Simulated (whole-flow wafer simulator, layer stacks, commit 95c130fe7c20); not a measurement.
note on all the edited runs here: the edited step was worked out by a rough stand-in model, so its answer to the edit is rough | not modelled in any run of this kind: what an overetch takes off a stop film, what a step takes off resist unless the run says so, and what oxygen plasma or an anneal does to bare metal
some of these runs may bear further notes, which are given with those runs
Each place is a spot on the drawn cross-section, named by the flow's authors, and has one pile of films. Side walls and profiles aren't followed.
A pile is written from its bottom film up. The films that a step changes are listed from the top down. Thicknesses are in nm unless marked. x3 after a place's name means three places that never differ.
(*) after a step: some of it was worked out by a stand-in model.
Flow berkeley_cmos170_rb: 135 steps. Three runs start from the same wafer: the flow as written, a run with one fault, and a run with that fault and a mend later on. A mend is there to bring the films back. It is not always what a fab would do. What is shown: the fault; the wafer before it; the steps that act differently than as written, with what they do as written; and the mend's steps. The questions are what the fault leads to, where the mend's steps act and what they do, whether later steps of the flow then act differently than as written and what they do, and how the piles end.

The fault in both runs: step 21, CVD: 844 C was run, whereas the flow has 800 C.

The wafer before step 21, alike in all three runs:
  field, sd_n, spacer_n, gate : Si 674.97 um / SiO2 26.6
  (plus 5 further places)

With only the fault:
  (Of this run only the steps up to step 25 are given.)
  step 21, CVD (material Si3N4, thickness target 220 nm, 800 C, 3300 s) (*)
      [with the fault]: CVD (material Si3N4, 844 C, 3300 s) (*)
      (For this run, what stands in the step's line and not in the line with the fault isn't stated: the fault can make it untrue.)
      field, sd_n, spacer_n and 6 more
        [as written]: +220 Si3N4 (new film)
        [with the fault]: +354.7 Si3N4 (new film)
  Every later step of the flow up to step 25 that is run acts as written at every place that is followed.
  The piles after step 25 differ from the flow's at field, sd_n, spacer_n and 6 more by more than 2% or 0.5 nm, whichever is larger.
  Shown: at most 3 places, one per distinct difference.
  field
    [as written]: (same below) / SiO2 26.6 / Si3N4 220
    [with the fault]: (same below) / SiO2 26.6 / Si3N4 354.7
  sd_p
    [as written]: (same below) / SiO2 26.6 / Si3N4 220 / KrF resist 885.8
    [with the fault]: (same below) / SiO2 26.6 / Si3N4 354.7 / KrF resist 885.8

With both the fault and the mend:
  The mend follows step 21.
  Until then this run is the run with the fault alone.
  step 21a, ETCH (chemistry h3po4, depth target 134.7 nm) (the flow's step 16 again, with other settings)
      field, sd_n, spacer_n and 6 more
        -134.7 Si3N4
  Every later step of the flow that is run acts as written, at every place that is followed, to within 2% or 0.5 nm, whichever is larger.
  The piles end the same as the flow's at every place that both follow.
